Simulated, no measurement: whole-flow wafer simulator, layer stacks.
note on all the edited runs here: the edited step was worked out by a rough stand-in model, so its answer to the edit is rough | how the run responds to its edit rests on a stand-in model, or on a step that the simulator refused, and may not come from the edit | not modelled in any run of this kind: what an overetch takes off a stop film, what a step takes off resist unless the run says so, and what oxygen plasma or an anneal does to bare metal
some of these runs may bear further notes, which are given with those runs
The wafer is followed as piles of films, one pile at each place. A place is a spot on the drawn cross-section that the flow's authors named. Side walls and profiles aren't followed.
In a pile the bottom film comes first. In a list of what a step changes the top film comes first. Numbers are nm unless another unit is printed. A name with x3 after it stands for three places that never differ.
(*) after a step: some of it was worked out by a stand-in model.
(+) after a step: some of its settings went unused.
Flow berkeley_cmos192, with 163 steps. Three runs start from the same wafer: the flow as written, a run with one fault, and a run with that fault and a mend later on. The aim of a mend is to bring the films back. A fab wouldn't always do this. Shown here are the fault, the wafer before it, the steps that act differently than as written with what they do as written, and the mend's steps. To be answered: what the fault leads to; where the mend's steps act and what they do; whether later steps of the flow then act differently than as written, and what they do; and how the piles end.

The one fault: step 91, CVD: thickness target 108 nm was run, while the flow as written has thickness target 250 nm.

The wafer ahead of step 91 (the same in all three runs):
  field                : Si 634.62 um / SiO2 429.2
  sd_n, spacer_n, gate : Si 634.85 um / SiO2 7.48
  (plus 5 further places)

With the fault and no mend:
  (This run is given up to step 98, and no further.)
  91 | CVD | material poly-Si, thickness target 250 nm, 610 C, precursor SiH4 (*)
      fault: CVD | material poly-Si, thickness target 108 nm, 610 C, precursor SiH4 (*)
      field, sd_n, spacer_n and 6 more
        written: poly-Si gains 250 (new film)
        fault: poly-Si gains 108 (new film)
  Steps further on in the flow that do not act as written (not shown: 3 more steps that differ only slightly, by at most 2% or 0.5 nm, whichever is larger):
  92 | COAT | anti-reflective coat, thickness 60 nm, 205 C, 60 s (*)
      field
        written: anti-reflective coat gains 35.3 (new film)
        fault: anti-reflective coat gains 33.5 (new film)
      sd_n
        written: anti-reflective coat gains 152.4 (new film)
        fault: anti-reflective coat gains 145.1 (new film)
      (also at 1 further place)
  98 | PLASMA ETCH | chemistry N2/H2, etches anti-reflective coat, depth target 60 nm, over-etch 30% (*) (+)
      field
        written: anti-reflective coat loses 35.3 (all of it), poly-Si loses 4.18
        fault: anti-reflective coat loses 33.5 (all of it), poly-Si loses 3.98
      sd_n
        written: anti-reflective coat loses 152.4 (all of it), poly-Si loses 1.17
        fault: anti-reflective coat loses 145.1 (all of it), poly-Si loses 1.12
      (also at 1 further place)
  The piles after step 98 differ from the flow's at field, sd_n, spacer_n and 6 more by more than 2% or 0.5 nm, whichever is larger.
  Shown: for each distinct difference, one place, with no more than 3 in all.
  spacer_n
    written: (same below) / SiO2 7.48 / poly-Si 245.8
    fault: (same below) / SiO2 7.48 / poly-Si 104
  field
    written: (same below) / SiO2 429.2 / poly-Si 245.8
    fault: (same below) / SiO2 429.2 / poly-Si 104
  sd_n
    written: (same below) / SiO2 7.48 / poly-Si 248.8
    fault: (same below) / SiO2 7.48 / poly-Si 106.9

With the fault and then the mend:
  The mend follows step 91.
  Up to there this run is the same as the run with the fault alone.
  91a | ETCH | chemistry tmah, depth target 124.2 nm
      field, sd_n, spacer_n and 6 more
        poly-Si loses 108 (all of it)
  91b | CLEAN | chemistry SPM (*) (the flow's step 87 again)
      leaves every film unchanged at each place that is followed
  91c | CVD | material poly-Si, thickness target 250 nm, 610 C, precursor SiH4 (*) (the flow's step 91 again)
      field, sd_n, spacer_n and 6 more
        poly-Si gains 250 (new film)
  Every later step of the flow that is run acts as written, at every place that is followed, to within 2% or 0.5 nm, whichever is larger.
  By the end, the piles equal the flow's at every place that both follow.
